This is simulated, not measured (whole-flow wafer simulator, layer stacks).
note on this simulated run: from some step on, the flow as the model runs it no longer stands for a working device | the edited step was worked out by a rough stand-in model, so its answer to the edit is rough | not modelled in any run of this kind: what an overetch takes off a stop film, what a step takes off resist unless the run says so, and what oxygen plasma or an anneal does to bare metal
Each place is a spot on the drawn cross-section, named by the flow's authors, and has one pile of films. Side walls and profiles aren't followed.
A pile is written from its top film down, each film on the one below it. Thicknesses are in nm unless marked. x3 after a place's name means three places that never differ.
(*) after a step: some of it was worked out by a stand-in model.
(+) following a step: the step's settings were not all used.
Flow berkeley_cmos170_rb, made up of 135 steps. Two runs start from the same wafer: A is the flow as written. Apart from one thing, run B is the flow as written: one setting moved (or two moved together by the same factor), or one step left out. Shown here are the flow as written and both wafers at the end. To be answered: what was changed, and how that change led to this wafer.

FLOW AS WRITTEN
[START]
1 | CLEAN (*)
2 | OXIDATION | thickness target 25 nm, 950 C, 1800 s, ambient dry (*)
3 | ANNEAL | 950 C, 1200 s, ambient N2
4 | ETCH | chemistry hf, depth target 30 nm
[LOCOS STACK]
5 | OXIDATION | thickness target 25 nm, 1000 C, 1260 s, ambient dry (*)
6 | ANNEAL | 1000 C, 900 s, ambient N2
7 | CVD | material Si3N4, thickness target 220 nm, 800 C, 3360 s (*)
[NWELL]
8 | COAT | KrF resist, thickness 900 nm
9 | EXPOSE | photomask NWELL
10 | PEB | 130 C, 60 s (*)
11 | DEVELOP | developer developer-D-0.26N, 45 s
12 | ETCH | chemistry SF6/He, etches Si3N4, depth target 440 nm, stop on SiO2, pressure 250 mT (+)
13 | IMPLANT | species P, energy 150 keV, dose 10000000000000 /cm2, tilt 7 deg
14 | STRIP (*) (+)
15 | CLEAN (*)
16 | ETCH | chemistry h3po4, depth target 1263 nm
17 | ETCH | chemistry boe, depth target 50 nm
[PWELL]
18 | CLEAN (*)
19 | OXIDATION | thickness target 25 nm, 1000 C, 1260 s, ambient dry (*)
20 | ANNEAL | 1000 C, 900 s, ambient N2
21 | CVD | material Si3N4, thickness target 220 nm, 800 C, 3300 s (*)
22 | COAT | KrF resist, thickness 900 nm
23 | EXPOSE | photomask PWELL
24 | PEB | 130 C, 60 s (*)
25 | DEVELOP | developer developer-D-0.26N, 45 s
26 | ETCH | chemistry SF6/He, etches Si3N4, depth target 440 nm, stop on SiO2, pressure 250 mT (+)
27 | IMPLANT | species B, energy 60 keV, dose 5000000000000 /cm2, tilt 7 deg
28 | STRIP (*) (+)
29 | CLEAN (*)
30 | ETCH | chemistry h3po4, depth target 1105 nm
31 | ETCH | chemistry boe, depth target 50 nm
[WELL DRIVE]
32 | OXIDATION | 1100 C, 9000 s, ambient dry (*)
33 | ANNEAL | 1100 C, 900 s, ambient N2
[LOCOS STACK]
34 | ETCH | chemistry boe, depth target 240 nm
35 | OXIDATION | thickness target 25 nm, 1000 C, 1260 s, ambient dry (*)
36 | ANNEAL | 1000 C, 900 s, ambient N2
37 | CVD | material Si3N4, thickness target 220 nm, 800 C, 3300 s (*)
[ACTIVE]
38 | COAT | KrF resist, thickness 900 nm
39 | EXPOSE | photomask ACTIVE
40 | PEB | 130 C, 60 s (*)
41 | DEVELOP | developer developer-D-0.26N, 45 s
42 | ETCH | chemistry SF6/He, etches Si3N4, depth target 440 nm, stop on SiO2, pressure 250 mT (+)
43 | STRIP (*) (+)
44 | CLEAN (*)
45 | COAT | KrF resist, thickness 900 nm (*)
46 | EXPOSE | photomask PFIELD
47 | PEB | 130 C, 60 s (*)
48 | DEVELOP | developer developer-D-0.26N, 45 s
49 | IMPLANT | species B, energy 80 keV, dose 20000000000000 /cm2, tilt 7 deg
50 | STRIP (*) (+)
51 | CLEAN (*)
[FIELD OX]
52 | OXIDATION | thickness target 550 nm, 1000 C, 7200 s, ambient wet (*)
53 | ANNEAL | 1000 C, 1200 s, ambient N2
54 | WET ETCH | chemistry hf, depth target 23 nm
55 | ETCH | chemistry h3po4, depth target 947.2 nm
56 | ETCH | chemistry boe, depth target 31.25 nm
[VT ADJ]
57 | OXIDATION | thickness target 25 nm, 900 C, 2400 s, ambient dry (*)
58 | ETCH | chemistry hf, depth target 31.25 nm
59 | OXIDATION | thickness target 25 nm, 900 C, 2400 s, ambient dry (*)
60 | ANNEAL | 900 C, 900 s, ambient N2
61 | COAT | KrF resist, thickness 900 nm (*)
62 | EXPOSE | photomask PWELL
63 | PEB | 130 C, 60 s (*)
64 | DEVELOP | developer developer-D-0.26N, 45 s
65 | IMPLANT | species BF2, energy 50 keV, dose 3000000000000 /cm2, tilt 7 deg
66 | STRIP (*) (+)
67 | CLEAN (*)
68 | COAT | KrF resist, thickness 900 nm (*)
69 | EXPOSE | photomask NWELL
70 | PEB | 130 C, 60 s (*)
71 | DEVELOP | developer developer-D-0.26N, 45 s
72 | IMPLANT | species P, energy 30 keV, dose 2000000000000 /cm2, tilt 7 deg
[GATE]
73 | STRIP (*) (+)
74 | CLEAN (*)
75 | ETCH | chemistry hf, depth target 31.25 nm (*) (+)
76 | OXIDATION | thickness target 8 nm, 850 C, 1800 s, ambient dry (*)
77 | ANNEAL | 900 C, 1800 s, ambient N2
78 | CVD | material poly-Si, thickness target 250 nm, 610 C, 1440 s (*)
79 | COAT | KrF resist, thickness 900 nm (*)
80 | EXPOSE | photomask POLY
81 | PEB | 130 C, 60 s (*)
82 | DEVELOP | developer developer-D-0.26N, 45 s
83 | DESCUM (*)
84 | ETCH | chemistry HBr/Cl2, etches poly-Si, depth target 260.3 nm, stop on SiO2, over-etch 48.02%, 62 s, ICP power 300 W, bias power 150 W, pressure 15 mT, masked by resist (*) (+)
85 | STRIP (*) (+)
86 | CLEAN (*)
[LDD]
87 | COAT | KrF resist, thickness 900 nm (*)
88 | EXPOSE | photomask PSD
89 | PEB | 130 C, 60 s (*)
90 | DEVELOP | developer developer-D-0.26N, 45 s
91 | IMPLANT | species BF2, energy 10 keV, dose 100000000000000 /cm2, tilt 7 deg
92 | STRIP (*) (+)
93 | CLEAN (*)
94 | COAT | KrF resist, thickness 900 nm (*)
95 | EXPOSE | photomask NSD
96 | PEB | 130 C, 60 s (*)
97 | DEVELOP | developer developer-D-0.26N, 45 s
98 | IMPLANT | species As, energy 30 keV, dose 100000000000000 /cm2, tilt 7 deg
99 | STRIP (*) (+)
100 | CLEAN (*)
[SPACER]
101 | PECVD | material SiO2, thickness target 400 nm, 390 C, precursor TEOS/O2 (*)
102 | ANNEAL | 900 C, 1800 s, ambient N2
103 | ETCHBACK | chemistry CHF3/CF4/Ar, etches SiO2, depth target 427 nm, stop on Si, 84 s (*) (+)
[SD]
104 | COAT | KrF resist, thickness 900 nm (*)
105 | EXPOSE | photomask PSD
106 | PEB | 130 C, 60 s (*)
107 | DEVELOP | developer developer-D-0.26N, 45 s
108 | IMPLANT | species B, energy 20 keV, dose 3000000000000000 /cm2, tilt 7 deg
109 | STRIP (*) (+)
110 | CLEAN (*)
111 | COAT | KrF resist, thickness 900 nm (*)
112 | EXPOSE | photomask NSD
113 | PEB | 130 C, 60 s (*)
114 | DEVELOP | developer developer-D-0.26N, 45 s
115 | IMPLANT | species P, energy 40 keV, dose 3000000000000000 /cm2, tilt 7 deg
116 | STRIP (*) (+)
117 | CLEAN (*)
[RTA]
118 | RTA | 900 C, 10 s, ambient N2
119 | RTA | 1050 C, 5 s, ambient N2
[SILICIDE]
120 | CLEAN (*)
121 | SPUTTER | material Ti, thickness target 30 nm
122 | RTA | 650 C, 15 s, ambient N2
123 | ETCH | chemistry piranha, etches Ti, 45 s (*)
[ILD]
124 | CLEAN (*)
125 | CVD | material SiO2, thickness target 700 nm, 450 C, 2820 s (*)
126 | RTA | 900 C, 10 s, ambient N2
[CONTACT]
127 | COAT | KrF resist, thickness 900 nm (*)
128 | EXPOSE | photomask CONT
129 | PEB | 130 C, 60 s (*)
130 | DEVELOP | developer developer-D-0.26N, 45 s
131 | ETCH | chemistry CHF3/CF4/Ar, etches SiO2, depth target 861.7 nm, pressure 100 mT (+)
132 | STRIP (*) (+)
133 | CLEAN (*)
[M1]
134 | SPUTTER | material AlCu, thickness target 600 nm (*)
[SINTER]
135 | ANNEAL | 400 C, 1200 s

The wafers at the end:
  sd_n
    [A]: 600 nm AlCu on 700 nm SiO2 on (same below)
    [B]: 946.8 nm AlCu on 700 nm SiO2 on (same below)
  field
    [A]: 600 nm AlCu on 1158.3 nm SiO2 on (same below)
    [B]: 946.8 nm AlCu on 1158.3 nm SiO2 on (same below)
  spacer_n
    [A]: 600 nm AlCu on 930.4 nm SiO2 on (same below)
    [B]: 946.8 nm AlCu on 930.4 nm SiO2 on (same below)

The reason: step 134, SPUTTER: thickness target 946.8 nm was run, whereas the flow has thickness target 600 nm.
One can read it off the wafer: sd_n has AlCu 946.8, and step 134 as written asks for 600 nm.

Step by step, how the change led to this:
  134 | SPUTTER | material AlCu, thickness target 600 nm (*)
      field, sd_n, spacer_n, gate, spacer_p, gate_p, m1: A AlCu gains 600 (new film) | B AlCu gains 946.8 (new film)
      sd_p: A AlCu gains 545.9 (new film) | B AlCu gains 880.9 (new film)
      (as well as at 1 more place)
